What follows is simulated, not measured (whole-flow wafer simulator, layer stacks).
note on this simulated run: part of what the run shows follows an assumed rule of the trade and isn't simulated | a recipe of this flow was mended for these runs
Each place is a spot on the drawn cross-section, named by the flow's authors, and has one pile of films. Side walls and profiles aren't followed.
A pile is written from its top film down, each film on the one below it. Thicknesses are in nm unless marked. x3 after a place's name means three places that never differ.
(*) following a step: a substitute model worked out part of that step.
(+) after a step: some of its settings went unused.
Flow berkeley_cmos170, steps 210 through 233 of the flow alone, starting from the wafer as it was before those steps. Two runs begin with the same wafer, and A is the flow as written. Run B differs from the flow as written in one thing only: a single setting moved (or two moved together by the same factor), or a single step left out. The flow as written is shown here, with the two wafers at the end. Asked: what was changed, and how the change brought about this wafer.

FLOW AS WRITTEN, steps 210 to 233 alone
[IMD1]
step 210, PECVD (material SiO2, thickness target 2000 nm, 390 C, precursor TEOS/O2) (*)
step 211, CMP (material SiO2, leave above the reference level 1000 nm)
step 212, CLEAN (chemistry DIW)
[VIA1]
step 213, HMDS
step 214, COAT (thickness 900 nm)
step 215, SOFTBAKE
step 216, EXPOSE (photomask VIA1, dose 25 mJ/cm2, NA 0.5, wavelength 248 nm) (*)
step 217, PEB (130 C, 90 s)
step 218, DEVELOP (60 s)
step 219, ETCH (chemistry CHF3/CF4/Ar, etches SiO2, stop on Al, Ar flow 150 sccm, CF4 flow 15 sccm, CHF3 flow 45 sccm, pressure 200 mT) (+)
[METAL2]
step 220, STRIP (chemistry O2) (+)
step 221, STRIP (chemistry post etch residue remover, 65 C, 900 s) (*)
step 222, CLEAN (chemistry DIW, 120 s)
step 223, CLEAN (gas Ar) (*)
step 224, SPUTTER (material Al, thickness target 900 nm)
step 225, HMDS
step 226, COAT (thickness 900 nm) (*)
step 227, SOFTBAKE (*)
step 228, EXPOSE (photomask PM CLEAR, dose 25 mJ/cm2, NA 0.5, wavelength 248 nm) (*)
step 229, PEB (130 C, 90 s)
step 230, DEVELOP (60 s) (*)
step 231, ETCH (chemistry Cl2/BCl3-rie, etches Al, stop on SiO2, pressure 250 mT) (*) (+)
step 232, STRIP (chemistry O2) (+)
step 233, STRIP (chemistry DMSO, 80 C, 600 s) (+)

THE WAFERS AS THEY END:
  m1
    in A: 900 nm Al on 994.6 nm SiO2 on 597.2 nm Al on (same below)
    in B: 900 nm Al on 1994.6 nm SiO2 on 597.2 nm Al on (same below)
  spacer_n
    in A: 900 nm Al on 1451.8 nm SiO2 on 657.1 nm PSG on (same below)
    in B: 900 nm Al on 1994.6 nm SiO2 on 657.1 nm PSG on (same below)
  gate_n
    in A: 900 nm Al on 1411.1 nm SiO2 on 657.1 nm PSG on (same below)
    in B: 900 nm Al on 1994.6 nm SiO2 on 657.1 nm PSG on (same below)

Cause: step 211, CMP: material SiO2, leave above the reference level 1000 nm, was omitted.

How this came from the change, step by step:
  step 214, COAT (thickness 900 nm)
      sd_n: A +900 KrF-resist (new film) | B +1043.1 KrF-resist (new film)
      spacer_n: A +900 KrF-resist (new film) | B +873.8 KrF-resist (new film)
      (as well as at 9 more places)
  step 217, PEB (130 C, 90 s)
      contact: A -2 KrF-resist | B -3.65 KrF-resist
      m2: A -2 KrF-resist | B -1.34 KrF-resist
  step 218, DEVELOP (60 s)
      via1: A -898 KrF-resist (all of it) | B -737.2 KrF-resist (all of it)
  step 219, ETCH (chemistry CHF3/CF4/Ar, etches SiO2, stop on Al, Ar flow 150 sccm, CF4 flow 15 sccm, CHF3 flow 45 sccm, pressure 200 mT) (+)
      field, mark, sd_n and 9 more: A -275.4 KrF-resist | B -525.4 KrF-resist
      via1: A -1000 SiO2 (all of it), -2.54 Al | B -2000 SiO2 (all of it), -2.54 Al
  step 220, STRIP (chemistry O2) (+)
      field: A -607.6 KrF-resist (all of it) | B -354.9 KrF-resist (all of it)
      mark: A -607.6 KrF-resist (all of it) | B -357.6 KrF-resist (all of it)
      (as well as at 10 more places)
  step 224, SPUTTER (material Al, thickness target 900 nm)
      sd_p: A +900 Al (new film) | B +860.4 Al (new film)
      contact: A +900 Al (new film) | B +793.1 Al (new film)
      (as well as at 1 more place)
  step 226, COAT (thickness 900 nm) (*)
      sd_n: A +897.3 KrF-resist (new film) | B +1059.1 KrF-resist (new film)
      spacer_n: A +899.9 KrF-resist (new film) | B +874.5 KrF-resist (new film)
      (as well as at 9 more places)
  step 229, PEB (130 C, 90 s)
      contact: A -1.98 KrF-resist | B -3.91 KrF-resist
      m1: A -1.8 KrF-resist | B -1.21 KrF-resist
      (as well as at 3 more places)
  step 232, STRIP (chemistry O2) (+)
      sd_n: A -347 KrF-resist (all of it) | B -508.4 KrF-resist (all of it)
      spacer_n: A -349.7 KrF-resist (all of it) | B -324.2 KrF-resist (all of it)
      (as well as at 9 more places)
